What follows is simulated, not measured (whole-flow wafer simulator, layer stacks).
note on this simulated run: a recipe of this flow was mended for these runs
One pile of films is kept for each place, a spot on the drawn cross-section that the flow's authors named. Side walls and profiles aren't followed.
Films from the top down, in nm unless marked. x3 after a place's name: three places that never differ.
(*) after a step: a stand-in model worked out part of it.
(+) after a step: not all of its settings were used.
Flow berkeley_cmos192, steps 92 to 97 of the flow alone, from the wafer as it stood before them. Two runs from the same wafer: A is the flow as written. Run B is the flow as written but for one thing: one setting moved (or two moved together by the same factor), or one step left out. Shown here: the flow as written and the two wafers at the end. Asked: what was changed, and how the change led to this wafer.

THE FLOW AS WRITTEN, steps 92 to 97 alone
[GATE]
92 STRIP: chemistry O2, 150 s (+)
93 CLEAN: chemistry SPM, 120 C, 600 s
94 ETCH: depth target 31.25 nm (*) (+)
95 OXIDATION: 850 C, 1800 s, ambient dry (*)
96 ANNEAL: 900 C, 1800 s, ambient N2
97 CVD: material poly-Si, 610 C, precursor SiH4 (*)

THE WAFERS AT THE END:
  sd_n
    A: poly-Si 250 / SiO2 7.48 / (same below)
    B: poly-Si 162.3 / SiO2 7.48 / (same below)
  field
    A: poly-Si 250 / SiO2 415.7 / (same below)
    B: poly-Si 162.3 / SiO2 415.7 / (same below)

The cause: step 97, CVD: 590 C was run, where the flow has 610 C.

How the change led to this, step by step:
  97 CVD: material poly-Si, 610 C, precursor SiH4 (*)
      field, sd_n, spacer_n, gate, sd_p, spacer_p x2, contact, m1: A poly-Si +250 (new film) | B poly-Si +162.3 (new film)
